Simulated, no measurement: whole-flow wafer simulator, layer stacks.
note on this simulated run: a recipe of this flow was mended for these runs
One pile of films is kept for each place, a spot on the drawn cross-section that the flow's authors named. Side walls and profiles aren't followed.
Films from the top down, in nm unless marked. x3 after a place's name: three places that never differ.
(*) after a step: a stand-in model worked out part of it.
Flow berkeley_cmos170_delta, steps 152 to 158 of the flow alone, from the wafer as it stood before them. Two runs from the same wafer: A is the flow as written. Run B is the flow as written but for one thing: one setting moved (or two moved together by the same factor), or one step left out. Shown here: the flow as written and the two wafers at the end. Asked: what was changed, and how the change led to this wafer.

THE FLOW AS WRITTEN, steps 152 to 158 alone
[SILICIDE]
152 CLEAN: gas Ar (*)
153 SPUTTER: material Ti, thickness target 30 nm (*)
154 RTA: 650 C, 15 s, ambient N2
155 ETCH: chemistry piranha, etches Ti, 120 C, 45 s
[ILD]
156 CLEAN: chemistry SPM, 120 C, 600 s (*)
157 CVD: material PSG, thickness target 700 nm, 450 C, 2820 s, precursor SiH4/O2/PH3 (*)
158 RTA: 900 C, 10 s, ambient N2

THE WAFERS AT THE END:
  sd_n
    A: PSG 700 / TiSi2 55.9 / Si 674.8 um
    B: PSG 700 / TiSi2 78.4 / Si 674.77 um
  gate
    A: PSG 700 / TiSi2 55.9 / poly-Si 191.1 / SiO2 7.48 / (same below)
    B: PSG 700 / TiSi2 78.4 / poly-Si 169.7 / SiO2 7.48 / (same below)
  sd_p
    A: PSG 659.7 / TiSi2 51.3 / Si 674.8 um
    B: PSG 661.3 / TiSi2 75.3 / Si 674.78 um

The cause: step 153, SPUTTER: thickness target 44 nm was run, where the flow has thickness target 30 nm.

How the change led to this, step by step:
  153 SPUTTER: material Ti, thickness target 30 nm (*)
      field, sd_n, spacer_n, gate, spacer_p, gate_p, contact x2: A Ti +30 (new film) | B Ti +44 (new film)
      sd_p: A Ti +27.5 (new film) | B Ti +40.4 (new film)
  154 RTA: 650 C, 15 s, ambient N2
      sd_n, contact x2: A Ti -23.4, TiSi first +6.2 (new film), TiSi2 C49 +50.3 (new film), Si -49 | B Ti -32.8, TiSi first +33.4 (new film), TiSi2 C49 +33.6 (new film), Si -52.2
      gate, gate_p: A Ti -23.4, TiSi first +6.2 (new film), TiSi2 C49 +50.3 (new film), poly-Si -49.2 | B Ti -32.8, TiSi first +33.4 (new film), TiSi2 C49 +33.6 (new film), poly-Si -52.4
      (and at 1 more place)
  155 ETCH: chemistry piranha, etches Ti, 120 C, 45 s
      sd_n, gate, gate_p, contact x2: A Ti -6.6 (all of it), TiSi first -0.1 | B Ti -11.2 (all of it), TiSi first -0.1
      field, spacer_n, spacer_p: A Ti -30 (all of it) | B Ti -44 (all of it)
      (and at 1 more place)
  158 RTA: 900 C, 10 s, ambient N2
      sd_n, contact x2: A under 1 film: TiSi2 +55.9 (new film), TiSi first -6.09 (all of it), TiSi2 C49 -50.3 (all of it), Si -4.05 | B under 1 film: TiSi2 +78.4 (new film), TiSi first -33.3 (all of it), TiSi2 C49 -33.6 (all of it), Si -22.1
      gate, gate_p: A under 1 film: TiSi2 +55.9 (new film), TiSi first -6.09 (all of it), TiSi2 C49 -50.3 (all of it), poly-Si -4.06 | B under 1 film: TiSi2 +78.4 (new film), TiSi first -33.3 (all of it), TiSi2 C49 -33.6 (all of it), poly-Si -22.2
      (and at 1 more place)
